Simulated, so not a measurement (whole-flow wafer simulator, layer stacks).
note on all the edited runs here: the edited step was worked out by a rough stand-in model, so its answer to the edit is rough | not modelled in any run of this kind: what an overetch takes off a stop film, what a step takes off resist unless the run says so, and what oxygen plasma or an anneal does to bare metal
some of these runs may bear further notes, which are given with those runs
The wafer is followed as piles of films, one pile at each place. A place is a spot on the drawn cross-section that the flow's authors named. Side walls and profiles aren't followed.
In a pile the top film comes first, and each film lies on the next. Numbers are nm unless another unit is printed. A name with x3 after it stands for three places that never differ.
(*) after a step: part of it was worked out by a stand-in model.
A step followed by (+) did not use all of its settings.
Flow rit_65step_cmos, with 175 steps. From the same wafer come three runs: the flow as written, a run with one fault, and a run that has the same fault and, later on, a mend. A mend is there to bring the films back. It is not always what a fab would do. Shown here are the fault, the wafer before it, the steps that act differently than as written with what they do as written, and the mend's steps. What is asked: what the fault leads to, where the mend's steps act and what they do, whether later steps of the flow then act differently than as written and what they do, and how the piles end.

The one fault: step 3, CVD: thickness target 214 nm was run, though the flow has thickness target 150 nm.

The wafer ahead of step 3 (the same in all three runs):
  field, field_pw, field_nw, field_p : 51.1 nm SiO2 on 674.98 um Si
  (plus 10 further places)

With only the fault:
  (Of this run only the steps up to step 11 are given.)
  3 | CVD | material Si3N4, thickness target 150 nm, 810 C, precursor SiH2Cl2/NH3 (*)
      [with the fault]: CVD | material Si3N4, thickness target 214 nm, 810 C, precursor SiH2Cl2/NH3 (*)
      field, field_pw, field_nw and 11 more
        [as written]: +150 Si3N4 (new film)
        [with the fault]: +214 Si3N4 (new film)
  Later steps of the flow up to step 11 that are run all act as written at every place that is followed.
  The piles after step 11 differ from the flow's at field, field_pw, field_nw and 11 more by more than 2% or 0.5 nm, whichever is larger.
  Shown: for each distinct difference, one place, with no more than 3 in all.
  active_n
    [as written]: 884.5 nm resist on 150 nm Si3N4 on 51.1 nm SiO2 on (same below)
    [with the fault]: 884.5 nm resist on 214 nm Si3N4 on 51.1 nm SiO2 on (same below)
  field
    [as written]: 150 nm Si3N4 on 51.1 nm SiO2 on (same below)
    [with the fault]: 214 nm Si3N4 on 51.1 nm SiO2 on (same below)

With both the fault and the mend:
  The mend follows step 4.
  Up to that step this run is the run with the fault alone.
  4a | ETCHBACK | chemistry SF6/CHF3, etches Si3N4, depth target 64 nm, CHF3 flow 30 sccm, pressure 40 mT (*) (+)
      field, field_pw, field_nw and 11 more
        -64 Si3N4
  Later steps of the flow that are run all act as written at every place that is followed.
  By the end, the piles equal the flow's at every place that both follow.
